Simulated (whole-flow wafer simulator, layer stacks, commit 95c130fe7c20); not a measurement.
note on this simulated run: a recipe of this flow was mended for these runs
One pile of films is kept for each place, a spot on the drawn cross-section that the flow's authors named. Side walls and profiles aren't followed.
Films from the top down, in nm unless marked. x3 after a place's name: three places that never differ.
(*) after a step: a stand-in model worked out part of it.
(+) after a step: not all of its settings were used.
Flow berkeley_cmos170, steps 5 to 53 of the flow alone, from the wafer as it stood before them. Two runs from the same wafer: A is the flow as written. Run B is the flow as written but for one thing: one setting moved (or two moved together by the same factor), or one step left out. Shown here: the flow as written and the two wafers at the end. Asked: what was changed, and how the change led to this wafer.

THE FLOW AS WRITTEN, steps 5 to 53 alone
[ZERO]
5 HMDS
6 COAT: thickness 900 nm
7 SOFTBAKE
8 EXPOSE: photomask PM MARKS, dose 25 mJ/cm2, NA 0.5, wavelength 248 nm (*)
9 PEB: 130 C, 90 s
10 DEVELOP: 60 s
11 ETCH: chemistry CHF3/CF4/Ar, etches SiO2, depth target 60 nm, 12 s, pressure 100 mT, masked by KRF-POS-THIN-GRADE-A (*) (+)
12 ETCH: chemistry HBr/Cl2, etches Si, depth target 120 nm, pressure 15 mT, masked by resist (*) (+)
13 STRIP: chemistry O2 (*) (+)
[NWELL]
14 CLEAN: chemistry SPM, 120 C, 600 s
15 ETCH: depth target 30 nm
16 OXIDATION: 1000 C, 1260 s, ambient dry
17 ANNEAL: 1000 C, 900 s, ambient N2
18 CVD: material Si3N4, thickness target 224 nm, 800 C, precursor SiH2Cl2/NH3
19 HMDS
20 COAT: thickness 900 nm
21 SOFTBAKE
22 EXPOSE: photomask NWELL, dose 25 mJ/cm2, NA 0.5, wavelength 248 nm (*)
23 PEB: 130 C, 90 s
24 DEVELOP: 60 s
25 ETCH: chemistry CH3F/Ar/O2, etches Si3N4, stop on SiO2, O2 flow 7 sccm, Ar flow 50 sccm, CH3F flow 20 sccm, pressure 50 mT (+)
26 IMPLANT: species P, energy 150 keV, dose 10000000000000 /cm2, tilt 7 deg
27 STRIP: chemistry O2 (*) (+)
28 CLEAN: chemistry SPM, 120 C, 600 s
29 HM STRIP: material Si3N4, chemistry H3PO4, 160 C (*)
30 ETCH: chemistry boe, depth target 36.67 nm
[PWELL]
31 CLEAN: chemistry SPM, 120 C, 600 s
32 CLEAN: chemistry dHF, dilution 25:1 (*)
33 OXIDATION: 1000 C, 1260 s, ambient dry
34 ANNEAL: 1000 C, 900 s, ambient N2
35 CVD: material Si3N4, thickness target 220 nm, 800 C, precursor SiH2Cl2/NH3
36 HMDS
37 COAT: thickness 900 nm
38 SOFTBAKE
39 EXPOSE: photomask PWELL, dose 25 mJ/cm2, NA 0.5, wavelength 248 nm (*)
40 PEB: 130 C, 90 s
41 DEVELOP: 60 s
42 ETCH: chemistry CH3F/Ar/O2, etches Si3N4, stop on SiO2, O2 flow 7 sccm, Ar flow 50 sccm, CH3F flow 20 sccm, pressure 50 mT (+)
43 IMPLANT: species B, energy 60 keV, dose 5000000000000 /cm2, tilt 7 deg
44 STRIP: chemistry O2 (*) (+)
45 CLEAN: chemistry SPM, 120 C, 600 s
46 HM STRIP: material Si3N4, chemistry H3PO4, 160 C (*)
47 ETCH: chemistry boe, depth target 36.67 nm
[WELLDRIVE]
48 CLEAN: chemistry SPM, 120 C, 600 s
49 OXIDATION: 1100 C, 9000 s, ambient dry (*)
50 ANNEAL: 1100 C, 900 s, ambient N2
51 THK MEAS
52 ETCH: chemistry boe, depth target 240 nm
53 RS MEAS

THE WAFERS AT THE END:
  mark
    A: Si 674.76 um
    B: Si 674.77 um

The cause: step 12, ETCH: depth target 103 nm was run, where the flow has depth target 120 nm.

How the change led to this, step by step:
  12 ETCH: chemistry HBr/Cl2, etches Si, depth target 120 nm, pressure 15 mT, masked by resist (*) (+)
      field x9, sd_p x3: A KrF-resist -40 | B KrF-resist -34.3
      mark: A Si -120 | B Si -103
